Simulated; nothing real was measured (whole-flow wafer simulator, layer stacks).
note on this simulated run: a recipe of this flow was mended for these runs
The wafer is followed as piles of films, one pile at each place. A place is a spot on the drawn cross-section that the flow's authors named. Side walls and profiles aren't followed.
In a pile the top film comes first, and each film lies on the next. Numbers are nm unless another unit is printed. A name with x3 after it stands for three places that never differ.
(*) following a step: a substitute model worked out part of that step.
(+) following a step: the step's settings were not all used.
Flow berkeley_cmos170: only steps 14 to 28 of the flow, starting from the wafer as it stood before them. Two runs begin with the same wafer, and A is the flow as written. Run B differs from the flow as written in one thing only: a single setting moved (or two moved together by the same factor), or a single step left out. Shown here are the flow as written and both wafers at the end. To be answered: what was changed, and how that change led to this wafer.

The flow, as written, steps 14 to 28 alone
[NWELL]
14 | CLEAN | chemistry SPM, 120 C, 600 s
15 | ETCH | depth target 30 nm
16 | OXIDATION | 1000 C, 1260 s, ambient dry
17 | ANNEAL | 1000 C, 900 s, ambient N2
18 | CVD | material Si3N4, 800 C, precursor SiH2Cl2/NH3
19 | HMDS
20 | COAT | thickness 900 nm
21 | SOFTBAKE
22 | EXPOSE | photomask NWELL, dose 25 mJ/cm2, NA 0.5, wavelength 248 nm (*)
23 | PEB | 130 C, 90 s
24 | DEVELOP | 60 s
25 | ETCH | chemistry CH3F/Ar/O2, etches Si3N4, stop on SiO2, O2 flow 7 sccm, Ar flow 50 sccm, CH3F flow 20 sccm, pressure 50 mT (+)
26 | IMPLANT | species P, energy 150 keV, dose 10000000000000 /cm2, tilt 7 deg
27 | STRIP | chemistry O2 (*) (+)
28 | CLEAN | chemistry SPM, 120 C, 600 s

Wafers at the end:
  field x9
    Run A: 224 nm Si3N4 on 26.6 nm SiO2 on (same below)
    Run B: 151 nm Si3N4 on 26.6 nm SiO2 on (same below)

What caused this: step 18, CVD: 768 C was run, whereas the flow has 800 C.

Step by step, how the change led to this:
  18 | CVD | material Si3N4, 800 C, precursor SiH2Cl2/NH3
      field x9, mark, sd_p x3: A Si3N4 gains 224 (new film) | B Si3N4 gains 151 (new film)
  25 | ETCH | chemistry CH3F/Ar/O2, etches Si3N4, stop on SiO2, O2 flow 7 sccm, Ar flow 50 sccm, CH3F flow 20 sccm, pressure 50 mT (+)
      field x9, mark: A KrF-resist loses 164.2 | B KrF-resist loses 115.5
      sd_p x3: A Si3N4 loses 224 (all of it), SiO2 loses 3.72 | B Si3N4 loses 151 (all of it), SiO2 loses 3.72
  27 | STRIP | chemistry O2 (*) (+)
      field x9, mark: A KrF-resist loses 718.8 (all of it) | B KrF-resist loses 767.5 (all of it)
